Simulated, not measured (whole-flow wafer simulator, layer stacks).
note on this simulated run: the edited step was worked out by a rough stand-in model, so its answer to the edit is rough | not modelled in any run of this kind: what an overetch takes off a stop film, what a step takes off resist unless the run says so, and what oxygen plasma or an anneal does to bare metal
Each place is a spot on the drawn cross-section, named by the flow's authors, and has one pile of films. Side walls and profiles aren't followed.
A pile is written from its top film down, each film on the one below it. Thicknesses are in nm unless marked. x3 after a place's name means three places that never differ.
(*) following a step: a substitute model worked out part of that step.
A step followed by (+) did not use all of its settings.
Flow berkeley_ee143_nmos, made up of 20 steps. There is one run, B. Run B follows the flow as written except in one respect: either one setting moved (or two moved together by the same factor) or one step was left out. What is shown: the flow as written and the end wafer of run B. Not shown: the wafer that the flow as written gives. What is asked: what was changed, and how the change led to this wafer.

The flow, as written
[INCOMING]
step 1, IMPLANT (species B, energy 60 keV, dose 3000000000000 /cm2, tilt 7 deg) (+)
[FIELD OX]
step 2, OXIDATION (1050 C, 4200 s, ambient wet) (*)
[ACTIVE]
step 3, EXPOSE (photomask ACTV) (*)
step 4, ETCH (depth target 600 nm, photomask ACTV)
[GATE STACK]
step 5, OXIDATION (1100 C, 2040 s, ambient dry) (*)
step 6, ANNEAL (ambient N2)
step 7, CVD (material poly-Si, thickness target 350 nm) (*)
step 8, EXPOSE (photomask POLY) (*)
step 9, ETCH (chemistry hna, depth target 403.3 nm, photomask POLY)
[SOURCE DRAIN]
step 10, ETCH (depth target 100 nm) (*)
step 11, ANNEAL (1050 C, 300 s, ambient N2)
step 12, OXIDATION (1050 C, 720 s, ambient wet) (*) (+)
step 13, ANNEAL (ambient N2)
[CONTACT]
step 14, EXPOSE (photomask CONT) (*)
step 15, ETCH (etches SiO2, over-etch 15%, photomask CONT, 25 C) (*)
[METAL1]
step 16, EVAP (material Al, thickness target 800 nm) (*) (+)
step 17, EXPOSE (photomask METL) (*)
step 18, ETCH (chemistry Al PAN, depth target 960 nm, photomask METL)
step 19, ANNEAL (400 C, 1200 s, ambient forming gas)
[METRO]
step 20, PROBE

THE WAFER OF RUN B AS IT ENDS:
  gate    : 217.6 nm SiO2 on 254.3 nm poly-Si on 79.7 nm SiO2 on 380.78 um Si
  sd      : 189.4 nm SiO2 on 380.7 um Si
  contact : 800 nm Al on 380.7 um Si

What caused this: step 2, OXIDATION: 998 C was run, whereas the flow has 1050 C.

How this came from the change, step by step:
  step 2, OXIDATION (1050 C, 4200 s, ambient wet) (*)
      gate, sd, contact, field: +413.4 SiO2 (new film), -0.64 chemical SiO2 (all of it), -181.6 Si (in the flow as written it would be: +566.4 SiO2 (new film), -0.64 chemical SiO2 (all of it), -248.9 Si)
  step 4, ETCH (depth target 600 nm, photomask ACTV)
      gate, sd, contact: -413.4 SiO2 (all of it) (in the flow as written it would be: -566.4 SiO2 (all of it))
  step 5, OXIDATION (1100 C, 2040 s, ambient dry) (*)
      field: +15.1 SiO2, -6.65 Si (in the flow as written it would be: +11.6 SiO2, -5.1 Si)
  step 12, OXIDATION (1050 C, 720 s, ambient wet) (*) (+)
      field: +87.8 SiO2, -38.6 Si (in the flow as written it would be: +69.1 SiO2, -30.4 Si)
